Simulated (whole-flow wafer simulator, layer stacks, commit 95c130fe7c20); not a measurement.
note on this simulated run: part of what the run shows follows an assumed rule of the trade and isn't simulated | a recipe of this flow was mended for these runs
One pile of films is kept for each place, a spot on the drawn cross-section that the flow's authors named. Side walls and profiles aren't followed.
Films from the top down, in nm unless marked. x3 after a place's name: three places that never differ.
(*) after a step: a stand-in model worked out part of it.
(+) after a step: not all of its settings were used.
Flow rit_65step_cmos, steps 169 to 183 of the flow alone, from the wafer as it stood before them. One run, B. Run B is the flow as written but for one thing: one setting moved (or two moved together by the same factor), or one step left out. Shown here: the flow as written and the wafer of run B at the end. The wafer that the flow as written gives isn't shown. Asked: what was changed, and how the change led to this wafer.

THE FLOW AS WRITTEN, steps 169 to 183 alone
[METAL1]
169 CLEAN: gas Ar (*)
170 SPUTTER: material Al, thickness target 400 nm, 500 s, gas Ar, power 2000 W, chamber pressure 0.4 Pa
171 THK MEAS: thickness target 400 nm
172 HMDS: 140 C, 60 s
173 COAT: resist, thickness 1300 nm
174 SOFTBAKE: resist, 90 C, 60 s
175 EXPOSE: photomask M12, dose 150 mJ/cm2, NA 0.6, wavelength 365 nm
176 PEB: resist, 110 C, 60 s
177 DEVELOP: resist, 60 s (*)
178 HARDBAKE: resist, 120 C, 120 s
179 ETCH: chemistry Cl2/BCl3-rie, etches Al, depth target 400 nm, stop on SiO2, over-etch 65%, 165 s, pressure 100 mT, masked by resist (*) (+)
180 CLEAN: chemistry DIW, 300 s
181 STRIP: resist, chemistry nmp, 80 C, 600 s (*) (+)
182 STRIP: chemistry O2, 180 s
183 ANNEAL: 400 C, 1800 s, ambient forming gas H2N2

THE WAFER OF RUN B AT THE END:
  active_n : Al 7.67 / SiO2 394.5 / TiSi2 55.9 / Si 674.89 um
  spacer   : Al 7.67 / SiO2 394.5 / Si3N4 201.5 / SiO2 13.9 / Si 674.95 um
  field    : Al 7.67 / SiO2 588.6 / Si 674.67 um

The cause: step 170, SPUTTER: thickness target 681 nm was run, where the flow has thickness target 400 nm; step 170, SPUTTER: 852 s was run, where the flow has 500 s.

How the change led to this, step by step:
  170 SPUTTER: material Al, thickness target 400 nm, 500 s, gas Ar, power 2000 W, chamber pressure 0.4 Pa
      field, field_pw, field_nw and 10 more: Al +681 (new film) (as written it would be: Al +400 (new film))
      contact: Al +404.4 (new film) (as written it would be: Al +255.4 (new film))
  173 COAT: resist, thickness 1300 nm
      contact: resist +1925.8 (new film) (as written it would be: resist +1785.1 (new film))
  176 PEB: resist, 110 C, 60 s
      contact: resist -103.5 (as written it would be: resist -95.5)
  178 HARDBAKE: resist, 120 C, 120 s
      contact: resist -67.7 (as written it would be: resist -62.1)
  179 ETCH: chemistry Cl2/BCl3-rie, etches Al, depth target 400 nm, stop on SiO2, over-etch 65%, 165 s, pressure 100 mT, masked by resist (*) (+)
      field, field_pw, field_nw and 9 more: Al -660 (as written it would be: Al -386.7 (all of it), SiO2 -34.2)
  181 STRIP: resist, chemistry nmp, 80 C, 600 s (*) (+)
      contact: resist -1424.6 (all of it) (as written it would be: resist -1297.5 (all of it))
Counting metal films that touch as one body, active_n has 1 body; the flow as written gives 0 bodies.
Counting metal films that touch as one body, spacer has 1 body; the flow as written gives 0 bodies.
Counting metal films that touch as one body, field has 1 body; the flow as written gives 0 bodies.
